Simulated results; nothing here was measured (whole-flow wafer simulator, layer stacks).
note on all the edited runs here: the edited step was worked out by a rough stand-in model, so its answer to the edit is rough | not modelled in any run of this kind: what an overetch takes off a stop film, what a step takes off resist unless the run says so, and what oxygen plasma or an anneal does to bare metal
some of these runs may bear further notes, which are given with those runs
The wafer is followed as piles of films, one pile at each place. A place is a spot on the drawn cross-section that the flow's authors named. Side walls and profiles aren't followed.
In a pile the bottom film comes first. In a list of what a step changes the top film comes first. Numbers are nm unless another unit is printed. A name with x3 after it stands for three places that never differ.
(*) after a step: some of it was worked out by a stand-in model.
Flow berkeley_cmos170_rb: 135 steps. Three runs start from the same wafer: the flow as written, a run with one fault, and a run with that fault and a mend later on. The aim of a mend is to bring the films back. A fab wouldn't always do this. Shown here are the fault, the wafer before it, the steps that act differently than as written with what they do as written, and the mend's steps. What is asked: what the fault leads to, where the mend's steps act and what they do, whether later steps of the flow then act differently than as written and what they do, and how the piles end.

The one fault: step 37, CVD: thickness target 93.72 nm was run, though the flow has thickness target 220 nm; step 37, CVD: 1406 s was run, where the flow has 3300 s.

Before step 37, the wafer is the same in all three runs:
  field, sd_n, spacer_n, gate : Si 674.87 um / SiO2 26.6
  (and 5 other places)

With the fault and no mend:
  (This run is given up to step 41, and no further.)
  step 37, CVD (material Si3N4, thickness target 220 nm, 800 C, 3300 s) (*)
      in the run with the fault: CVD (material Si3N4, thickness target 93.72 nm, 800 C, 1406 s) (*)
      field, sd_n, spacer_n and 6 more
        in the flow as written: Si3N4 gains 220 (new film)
        in the run with the fault: Si3N4 gains 93.7 (new film)
  Every later step of the flow up to step 41 that is run acts as written at every place that is followed.
  Once step 41 is done, the piles at field, sd_n, spacer_n and 6 more depart from the flow's by more than 2% or 0.5 nm, whichever is larger.
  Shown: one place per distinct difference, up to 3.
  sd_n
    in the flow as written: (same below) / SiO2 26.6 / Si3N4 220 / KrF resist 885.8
    in the run with the fault: (same below) / SiO2 26.6 / Si3N4 93.7 / KrF resist 885.8
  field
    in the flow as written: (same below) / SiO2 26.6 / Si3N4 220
    in the run with the fault: (same below) / SiO2 26.6 / Si3N4 93.7

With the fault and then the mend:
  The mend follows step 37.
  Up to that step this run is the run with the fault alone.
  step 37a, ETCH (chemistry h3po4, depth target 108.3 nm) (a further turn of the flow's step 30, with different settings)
      field, sd_n, spacer_n and 6 more
        Si3N4 loses 93.7 (all of it)
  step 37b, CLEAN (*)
      does not change any film at any place that is followed
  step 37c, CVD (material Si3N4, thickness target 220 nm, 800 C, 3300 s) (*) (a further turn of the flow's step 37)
      field, sd_n, spacer_n and 6 more
        Si3N4 gains 220 (new film)
  Every later step of the flow that is run acts as written at every place that is followed.
  At every place that both follow, the piles at the end match the flow's.
